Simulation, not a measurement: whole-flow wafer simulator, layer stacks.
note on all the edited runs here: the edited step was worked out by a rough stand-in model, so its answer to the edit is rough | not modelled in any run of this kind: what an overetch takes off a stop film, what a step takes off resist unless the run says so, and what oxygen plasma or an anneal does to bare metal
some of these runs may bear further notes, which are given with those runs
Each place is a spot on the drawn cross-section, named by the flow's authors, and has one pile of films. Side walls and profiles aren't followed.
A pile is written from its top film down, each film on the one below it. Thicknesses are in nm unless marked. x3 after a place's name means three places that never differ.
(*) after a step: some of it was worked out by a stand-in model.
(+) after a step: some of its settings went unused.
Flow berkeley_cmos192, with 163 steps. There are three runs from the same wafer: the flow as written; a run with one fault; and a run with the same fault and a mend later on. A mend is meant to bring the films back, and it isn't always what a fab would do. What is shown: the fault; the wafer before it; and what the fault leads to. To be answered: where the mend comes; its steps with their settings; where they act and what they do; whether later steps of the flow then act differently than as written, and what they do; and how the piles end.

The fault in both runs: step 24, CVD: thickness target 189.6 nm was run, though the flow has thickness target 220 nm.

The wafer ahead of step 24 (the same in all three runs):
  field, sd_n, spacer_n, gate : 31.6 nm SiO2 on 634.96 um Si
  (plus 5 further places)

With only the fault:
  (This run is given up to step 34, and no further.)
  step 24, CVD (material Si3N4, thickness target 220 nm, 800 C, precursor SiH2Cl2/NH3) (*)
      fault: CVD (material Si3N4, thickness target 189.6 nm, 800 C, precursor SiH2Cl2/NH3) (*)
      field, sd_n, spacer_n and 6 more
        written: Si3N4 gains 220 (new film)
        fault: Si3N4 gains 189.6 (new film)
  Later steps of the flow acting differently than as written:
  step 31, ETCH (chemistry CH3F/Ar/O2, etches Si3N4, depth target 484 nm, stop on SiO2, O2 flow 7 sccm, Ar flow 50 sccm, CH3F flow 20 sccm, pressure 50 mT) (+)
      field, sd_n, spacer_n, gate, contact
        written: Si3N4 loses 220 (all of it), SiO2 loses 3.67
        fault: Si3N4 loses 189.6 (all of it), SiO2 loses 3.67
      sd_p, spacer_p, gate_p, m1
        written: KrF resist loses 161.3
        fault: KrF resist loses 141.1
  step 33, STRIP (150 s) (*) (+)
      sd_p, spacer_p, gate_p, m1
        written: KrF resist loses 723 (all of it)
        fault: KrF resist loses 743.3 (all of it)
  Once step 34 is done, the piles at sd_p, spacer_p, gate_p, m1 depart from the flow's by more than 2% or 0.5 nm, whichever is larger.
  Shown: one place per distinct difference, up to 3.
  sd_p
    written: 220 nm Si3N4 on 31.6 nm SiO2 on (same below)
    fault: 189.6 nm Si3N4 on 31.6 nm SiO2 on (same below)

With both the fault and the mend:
  After step 24 comes the mend.
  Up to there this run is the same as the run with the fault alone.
  step 24a, ETCH (chemistry h3po4, depth target 218 nm)
      field, sd_n, spacer_n and 6 more
        Si3N4 loses 189.6 (all of it)
  step 24b, CLEAN (chemistry SPM) (the flow's step 17, run once more)
      does not change any film at any place that is followed
  step 24c, CVD (material Si3N4, thickness target 220 nm, 800 C, precursor SiH2Cl2/NH3) (*) (the flow's step 24, run once more)
      field, sd_n, spacer_n and 6 more
        Si3N4 gains 220 (new film)
  Later steps of the flow that are run all act as written at every place that is followed.
  At every place that both follow, the piles at the end match the flow's.
